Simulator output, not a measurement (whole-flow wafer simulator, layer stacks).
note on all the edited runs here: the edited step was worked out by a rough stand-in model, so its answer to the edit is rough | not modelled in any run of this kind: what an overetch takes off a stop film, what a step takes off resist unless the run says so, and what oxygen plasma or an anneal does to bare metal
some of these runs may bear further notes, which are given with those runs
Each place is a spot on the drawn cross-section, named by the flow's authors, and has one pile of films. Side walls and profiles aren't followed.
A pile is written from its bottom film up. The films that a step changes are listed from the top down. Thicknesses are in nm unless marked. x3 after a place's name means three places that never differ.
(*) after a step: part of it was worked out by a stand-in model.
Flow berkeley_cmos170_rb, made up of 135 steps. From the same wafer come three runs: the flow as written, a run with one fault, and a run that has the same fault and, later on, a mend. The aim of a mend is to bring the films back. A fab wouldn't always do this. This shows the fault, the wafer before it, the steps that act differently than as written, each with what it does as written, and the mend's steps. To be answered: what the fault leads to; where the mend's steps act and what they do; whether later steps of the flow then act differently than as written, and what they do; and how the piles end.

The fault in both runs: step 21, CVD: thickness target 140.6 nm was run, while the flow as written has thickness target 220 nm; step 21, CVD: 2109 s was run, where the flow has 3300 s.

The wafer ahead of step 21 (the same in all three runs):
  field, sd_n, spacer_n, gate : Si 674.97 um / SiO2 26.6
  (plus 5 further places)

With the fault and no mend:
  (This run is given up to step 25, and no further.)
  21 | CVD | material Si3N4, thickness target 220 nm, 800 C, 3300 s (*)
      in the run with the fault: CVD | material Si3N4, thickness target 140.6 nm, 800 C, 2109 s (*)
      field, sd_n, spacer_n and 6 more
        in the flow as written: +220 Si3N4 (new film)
        in the run with the fault: +140.6 Si3N4 (new film)
  None of the later steps of the flow up to step 25 acts differently than as written at any place that is followed.
  Once step 25 is done, the piles at field, sd_n, spacer_n and 6 more depart from the flow's by more than 2% or 0.5 nm, whichever is larger.
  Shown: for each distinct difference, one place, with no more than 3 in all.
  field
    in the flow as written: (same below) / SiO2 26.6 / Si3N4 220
    in the run with the fault: (same below) / SiO2 26.6 / Si3N4 140.6
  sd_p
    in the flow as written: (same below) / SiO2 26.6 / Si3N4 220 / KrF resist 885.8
    in the run with the fault: (same below) / SiO2 26.6 / Si3N4 140.6 / KrF resist 885.8

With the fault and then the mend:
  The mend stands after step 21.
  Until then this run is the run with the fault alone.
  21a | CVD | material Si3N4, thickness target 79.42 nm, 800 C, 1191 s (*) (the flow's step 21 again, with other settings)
      field, sd_n, spacer_n and 6 more
        +79.4 Si3N4
  None of the later steps of the flow acts differently than as written at any place that is followed.
  The piles end the same as the flow's at every place that both follow.
